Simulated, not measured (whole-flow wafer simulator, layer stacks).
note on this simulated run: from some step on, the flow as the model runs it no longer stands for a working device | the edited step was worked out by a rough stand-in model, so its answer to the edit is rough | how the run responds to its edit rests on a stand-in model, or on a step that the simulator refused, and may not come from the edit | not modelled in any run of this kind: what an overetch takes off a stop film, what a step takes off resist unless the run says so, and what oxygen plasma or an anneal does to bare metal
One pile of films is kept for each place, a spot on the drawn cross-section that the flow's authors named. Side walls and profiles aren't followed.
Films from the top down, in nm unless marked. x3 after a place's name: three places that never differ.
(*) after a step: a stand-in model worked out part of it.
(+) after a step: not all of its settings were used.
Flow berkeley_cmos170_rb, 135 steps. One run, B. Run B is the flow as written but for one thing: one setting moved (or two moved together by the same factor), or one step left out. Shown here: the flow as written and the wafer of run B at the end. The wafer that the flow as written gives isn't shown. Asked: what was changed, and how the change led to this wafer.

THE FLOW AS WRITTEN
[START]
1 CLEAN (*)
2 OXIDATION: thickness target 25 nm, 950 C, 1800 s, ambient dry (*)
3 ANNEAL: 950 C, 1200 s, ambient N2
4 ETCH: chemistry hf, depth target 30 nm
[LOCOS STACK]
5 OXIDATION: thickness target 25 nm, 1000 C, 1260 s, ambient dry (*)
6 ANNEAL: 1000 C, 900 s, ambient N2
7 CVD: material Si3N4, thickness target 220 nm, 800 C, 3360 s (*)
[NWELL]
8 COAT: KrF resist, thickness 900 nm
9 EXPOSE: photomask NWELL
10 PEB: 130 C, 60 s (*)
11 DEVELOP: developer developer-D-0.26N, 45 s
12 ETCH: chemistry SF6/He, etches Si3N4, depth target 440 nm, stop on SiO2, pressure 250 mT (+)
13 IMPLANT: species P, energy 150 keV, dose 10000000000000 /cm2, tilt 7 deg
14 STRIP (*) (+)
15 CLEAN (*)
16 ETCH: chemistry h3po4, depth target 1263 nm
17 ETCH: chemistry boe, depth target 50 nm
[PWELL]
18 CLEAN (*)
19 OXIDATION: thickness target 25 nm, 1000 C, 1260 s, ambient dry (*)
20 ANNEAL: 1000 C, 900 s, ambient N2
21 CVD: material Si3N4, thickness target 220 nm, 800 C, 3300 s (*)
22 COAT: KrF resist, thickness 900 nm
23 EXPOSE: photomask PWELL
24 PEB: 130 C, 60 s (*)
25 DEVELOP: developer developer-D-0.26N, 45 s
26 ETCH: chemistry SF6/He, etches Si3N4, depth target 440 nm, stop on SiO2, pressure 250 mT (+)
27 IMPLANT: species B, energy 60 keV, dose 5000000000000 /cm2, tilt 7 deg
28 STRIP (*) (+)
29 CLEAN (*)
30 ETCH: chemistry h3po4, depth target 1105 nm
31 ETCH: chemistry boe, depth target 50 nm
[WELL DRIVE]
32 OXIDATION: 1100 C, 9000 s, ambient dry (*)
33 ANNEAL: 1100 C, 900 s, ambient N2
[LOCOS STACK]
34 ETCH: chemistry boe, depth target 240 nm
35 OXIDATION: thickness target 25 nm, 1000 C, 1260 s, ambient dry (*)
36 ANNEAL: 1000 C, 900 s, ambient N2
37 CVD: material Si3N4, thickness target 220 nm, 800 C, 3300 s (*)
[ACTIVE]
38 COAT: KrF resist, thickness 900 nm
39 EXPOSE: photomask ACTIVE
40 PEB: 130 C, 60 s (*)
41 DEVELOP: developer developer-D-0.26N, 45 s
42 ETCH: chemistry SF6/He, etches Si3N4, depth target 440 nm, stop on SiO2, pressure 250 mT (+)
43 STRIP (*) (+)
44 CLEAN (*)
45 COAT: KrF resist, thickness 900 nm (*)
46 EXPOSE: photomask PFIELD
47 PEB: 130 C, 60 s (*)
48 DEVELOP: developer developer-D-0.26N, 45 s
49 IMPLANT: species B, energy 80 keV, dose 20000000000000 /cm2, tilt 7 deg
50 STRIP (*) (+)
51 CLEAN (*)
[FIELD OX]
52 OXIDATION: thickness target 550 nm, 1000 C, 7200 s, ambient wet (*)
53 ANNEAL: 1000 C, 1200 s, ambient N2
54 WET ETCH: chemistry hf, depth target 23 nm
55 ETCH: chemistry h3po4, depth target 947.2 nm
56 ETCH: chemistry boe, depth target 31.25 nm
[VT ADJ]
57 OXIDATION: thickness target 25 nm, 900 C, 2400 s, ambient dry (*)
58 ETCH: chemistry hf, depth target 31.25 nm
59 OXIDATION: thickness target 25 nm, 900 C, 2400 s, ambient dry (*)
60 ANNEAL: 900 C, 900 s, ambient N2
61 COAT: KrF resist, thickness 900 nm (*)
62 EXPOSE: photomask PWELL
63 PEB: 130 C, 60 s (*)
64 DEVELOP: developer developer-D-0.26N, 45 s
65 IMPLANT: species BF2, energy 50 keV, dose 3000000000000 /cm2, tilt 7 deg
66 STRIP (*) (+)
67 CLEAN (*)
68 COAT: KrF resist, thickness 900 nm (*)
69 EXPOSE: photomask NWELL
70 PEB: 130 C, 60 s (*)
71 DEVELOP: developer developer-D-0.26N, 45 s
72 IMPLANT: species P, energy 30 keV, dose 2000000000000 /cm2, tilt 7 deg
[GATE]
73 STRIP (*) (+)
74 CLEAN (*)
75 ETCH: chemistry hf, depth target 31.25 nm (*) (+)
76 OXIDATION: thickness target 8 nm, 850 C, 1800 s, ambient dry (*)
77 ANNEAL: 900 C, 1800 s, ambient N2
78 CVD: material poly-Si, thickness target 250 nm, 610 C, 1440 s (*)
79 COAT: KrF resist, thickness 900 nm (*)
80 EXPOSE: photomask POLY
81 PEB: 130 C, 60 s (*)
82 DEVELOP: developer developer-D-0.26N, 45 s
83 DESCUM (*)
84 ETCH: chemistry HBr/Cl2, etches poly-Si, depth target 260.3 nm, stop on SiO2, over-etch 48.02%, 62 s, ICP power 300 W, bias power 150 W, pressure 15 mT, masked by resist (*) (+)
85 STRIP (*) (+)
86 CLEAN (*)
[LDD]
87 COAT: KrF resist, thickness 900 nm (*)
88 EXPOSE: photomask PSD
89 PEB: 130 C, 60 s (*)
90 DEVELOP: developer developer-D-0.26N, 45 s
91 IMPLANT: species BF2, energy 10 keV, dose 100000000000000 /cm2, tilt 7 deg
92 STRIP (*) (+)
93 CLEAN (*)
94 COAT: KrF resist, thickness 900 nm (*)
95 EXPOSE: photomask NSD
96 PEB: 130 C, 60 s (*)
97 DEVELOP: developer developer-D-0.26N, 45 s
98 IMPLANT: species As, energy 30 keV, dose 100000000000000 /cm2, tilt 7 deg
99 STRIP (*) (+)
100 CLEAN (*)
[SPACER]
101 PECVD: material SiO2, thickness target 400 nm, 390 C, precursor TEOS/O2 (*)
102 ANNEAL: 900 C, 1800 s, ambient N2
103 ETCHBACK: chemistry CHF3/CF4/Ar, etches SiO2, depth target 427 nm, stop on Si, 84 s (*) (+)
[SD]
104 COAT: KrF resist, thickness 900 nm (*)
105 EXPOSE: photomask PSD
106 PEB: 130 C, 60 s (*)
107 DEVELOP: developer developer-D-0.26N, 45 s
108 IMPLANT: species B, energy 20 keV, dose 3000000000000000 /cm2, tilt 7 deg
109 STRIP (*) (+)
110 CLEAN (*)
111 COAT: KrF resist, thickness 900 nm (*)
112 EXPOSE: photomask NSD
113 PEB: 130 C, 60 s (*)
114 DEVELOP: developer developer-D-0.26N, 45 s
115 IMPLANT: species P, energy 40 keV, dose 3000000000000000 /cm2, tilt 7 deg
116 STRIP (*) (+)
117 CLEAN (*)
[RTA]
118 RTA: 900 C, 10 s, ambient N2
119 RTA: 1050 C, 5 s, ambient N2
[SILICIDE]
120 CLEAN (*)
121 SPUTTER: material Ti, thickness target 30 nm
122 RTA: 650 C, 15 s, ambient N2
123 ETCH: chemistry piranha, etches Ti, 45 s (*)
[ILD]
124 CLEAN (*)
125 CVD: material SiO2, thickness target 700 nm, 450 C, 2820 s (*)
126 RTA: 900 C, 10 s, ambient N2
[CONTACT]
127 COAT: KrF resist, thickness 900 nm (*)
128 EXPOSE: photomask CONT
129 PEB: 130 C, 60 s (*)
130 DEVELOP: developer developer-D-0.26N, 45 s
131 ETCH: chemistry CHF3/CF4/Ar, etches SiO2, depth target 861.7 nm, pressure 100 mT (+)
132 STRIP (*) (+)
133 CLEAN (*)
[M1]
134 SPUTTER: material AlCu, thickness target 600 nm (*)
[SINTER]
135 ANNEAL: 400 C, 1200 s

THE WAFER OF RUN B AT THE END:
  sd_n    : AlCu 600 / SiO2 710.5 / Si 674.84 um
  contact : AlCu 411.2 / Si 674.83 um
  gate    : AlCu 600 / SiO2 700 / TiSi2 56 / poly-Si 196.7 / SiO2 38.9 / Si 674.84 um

The cause: step 76, OXIDATION: 1020 C was run, where the flow has 850 C.

How the change led to this, step by step:
  76 OXIDATION: thickness target 8 nm, 850 C, 1800 s, ambient dry (*)
      sd_n, spacer_n, gate, sd_p, spacer_p, gate_p, contact, m1: SiO2 +38.9 (new film), Si -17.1 (as written it would be: SiO2 +7.53 (new film), Si -3.31)
      field: SiO2 +5.36, Si -2.36 (as written it would be: SiO2 +0.48, Si -0.21)
  103 ETCHBACK: chemistry CHF3/CF4/Ar, etches SiO2, depth target 427 nm, stop on Si, 84 s (*) (+)
      sd_n, contact, m1: SiO2 -427 (as written it would be: SiO2 -406.1 (all of it))
      sd_p: SiO2 -419.5 (all of it) (as written it would be: SiO2 -388.4 (all of it))
  104 COAT: KrF resist, thickness 900 nm (*)
      spacer_p: KrF resist +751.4 (new film) (as written it would be: KrF resist +767.7 (new film))
      gate_p: KrF resist +727.3 (new film) (as written it would be: KrF resist +743.2 (new film))
  107 DEVELOP: developer developer-D-0.26N, 45 s
      spacer_p: KrF resist -751.4 (all of it) (as written it would be: KrF resist -767.7 (all of it))
      gate_p: KrF resist -727.3 (all of it) (as written it would be: KrF resist -743.2 (all of it))
  111 COAT: KrF resist, thickness 900 nm (*)
      spacer_p: KrF resist +751.4 (new film) (as written it would be: KrF resist +767.7 (new film))
      gate_p: KrF resist +727.3 (new film) (as written it would be: KrF resist +743.2 (new film))
  116 STRIP (*) (+)
      spacer_p: KrF resist -737.2 (all of it) (as written it would be: KrF resist -753.5 (all of it))
      gate_p: KrF resist -713.1 (all of it) (as written it would be: KrF resist -729 (all of it))
  122 RTA: 650 C, 15 s, ambient N2
      sd_n, contact, m1: nothing (as written it would be: Ti -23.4, TiSi first +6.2 (new film), TiSi2 C49 +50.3 (new film), Si -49)
      sd_p: Ti -20.9, TiSi2 C49 +53 (new film), Si -47.3 (as written it would be: Ti -21.1, TiSi first +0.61 (new film), TiSi2 C49 +52.9 (new film), Si -47.6)
  123 ETCH: chemistry piranha, etches Ti, 45 s (*)
      sd_n, contact, m1: Ti -30 (all of it) (as written it would be: Ti -6.6 (all of it))
  125 CVD: material SiO2, thickness target 700 nm, 450 C, 2820 s (*)
      sd_n, contact, m1: SiO2 +700 (as written it would be: SiO2 +700 (new film))
  126 RTA: 900 C, 10 s, ambient N2
      sd_n, contact, m1: nothing (as written it would be: under 1 film: TiSi2 +56 (new film), TiSi first -6.2 (all of it), TiSi2 C49 -50.3 (all of it), Si -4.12)
      sd_p: under 1 film: TiSi2 +50 (new film), TiSi2 C49 -53 (all of it) (as written it would be: under 1 film: TiSi2 +50.7 (new film), TiSi first -0.61 (all of it), TiSi2 C49 -52.9 (all of it), Si -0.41)
  131 ETCH: chemistry CHF3/CF4/Ar, etches SiO2, depth target 861.7 nm, pressure 100 mT (+)
      contact: SiO2 -710.5 (all of it), Si -13.7 (as written it would be: SiO2 -700 (all of it), TiSi2 -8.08)
  132 STRIP (*) (+)
      sd_p: KrF resist -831 (all of it) (as written it would be: KrF resist -810.2 (all of it))
